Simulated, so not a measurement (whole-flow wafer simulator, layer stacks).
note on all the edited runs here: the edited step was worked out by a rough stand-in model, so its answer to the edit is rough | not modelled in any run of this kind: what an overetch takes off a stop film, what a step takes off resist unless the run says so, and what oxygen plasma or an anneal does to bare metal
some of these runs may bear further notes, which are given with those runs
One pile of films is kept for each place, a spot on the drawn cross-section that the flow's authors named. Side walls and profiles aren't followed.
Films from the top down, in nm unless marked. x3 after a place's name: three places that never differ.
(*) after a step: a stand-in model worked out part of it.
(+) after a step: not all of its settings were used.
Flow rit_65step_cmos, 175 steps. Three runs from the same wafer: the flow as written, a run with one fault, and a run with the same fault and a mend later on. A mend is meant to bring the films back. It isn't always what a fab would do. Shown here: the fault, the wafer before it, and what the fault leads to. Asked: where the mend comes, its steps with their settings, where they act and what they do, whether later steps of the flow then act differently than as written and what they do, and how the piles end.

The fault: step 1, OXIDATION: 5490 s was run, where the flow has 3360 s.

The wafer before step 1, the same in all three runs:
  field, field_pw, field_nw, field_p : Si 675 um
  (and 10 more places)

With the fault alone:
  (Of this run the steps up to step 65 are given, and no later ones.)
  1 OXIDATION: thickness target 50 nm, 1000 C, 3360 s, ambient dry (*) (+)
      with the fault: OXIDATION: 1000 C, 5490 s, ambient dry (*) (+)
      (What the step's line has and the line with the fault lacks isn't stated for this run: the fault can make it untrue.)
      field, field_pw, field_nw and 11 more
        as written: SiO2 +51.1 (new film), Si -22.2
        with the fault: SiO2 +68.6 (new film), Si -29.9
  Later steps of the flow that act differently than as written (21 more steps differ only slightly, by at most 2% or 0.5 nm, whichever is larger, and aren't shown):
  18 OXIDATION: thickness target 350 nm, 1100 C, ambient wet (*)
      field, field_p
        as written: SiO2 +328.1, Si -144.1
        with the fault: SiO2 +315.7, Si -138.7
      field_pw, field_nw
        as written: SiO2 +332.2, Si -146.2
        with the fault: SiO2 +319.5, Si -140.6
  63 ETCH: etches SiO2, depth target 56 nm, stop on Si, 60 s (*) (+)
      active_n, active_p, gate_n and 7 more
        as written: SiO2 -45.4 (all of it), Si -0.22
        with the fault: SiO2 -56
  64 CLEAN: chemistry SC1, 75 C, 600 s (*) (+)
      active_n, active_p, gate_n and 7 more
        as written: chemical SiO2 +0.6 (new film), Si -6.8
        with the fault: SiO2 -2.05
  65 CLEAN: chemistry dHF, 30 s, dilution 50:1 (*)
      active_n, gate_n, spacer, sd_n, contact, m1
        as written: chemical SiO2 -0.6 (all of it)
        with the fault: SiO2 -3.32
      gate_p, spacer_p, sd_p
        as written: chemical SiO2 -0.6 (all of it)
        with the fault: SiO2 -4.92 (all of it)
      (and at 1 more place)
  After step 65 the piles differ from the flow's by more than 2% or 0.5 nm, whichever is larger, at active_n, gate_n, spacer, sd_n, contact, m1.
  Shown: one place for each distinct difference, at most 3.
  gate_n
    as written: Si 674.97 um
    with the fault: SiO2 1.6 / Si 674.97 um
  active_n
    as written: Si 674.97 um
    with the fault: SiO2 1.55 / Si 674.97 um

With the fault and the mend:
  The mend comes after step 2.
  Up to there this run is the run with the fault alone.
  2a ETCH: depth target 79 nm, 21.5 C, 88 s
      field, field_pw, field_nw and 11 more
        SiO2 -68.6 (all of it)
  2b CLEAN: chemistry SC2, 75 C, 600 s
      field, field_pw, field_nw and 11 more
        chemical SiO2 +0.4 (new film), Si -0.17
  2c OXIDATION: 1000 C, 3360 s, ambient dry (*) (the flow's step 1 once more, with other settings)
      field, field_pw, field_nw and 11 more
        SiO2 +51 (new film), chemical SiO2 -0.4 (all of it), Si -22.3
  Later steps of the flow that act differently than as written (17 more steps differ only slightly, by at most 2% or 0.5 nm, whichever is larger, and aren't shown):
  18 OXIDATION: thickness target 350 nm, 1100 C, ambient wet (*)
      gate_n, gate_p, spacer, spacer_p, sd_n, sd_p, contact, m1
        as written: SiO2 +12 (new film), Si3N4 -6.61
        with the mend: SiO2 +12 (new film), Si3N4 -6.61, SiO2 +0.03
  At the end the piles differ from the flow's only slightly at the places that both follow, by at most 2% or 0.5 nm, whichever is larger.
